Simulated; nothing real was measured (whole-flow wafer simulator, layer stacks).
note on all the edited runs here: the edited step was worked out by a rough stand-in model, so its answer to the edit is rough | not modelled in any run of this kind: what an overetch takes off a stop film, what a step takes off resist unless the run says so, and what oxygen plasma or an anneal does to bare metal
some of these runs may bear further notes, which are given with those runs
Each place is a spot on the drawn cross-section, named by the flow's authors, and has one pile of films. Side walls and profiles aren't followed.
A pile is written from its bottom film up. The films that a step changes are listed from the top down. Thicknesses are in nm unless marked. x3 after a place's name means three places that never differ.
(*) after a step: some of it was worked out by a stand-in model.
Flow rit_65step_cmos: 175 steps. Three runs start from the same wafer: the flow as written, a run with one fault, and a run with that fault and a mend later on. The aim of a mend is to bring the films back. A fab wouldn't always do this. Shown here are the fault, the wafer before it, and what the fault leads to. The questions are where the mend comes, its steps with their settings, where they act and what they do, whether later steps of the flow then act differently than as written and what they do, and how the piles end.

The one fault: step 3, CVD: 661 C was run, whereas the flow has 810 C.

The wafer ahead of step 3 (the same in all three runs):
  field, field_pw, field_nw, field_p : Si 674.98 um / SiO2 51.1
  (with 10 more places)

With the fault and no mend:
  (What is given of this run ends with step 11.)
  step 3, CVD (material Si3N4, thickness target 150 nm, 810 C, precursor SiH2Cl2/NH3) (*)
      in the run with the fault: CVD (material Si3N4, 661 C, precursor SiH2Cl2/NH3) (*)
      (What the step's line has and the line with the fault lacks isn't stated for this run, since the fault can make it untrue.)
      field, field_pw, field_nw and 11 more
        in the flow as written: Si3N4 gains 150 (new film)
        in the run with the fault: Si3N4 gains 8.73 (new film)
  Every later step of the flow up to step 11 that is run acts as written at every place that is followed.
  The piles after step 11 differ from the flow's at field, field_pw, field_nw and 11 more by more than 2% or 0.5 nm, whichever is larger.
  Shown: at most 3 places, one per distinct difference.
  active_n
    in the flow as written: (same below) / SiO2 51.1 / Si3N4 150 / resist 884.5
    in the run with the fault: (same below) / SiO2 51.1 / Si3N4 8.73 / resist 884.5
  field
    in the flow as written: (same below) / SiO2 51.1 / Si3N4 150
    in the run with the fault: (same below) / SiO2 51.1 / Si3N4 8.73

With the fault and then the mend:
  The mend follows step 4.
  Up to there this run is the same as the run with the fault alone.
  step 4a, CVD (material Si3N4, thickness target 141 nm, 810 C, precursor SiH2Cl2/NH3) (*) (a further turn of the flow's step 3, with different settings)
      field, field_pw, field_nw and 11 more
        Si3N4 gains 141
  Every later step of the flow that is run acts as written, at every place that is followed, to within 2% or 0.5 nm, whichever is larger.
  The piles end the same as the flow's at every place that both follow.
